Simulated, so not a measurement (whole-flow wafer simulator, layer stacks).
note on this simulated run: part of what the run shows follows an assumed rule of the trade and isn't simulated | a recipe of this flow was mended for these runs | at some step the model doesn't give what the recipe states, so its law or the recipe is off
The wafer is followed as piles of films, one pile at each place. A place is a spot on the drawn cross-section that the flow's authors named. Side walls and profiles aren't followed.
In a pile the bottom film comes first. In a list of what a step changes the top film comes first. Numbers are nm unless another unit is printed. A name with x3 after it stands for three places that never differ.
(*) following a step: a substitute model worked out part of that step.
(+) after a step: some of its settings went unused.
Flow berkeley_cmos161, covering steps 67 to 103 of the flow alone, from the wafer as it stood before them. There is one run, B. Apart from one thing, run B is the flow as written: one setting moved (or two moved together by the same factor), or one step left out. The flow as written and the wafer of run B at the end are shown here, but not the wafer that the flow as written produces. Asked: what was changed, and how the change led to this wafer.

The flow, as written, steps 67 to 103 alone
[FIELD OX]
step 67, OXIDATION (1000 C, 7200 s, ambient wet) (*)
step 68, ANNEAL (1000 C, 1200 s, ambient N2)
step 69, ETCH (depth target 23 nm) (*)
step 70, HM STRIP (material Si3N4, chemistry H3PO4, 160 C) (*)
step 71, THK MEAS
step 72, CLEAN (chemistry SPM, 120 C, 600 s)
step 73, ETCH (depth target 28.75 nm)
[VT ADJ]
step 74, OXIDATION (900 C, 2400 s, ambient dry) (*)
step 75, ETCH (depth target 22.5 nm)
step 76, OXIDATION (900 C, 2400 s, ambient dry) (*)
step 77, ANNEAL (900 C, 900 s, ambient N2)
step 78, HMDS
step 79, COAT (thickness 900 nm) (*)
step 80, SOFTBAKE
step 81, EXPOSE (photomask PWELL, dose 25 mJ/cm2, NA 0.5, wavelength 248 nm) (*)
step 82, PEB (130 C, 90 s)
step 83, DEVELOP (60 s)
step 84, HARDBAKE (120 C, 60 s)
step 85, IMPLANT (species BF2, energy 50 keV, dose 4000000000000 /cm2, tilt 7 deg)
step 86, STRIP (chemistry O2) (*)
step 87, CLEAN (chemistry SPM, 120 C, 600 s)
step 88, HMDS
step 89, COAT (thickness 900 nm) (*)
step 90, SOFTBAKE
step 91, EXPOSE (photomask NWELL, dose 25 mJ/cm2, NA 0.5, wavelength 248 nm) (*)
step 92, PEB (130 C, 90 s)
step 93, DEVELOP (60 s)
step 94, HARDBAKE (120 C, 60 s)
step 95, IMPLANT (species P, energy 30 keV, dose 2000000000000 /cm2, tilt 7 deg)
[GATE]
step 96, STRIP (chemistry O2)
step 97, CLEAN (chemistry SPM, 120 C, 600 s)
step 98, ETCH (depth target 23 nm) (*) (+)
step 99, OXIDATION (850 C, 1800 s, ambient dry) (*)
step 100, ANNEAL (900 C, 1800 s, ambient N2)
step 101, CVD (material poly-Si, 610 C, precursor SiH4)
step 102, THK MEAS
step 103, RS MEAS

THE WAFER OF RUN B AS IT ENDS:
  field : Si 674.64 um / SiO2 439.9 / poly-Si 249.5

The reason: step 69, ETCH: depth target 37 nm was run, while the flow as written has depth target 23 nm.

The path from the change to this, step by step:
  step 69, ETCH (depth target 23 nm) (*)
      sd_n, spacer_n, gate_n, sd_p, spacer_p, gate_p, contact, m1: -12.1 SiO2 (all of it), -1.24 Si3N4 (as written it would have been: -12.1 SiO2 (all of it), -0.54 Si3N4)
      field: -37 SiO2 (as written it would have been: -23 SiO2)
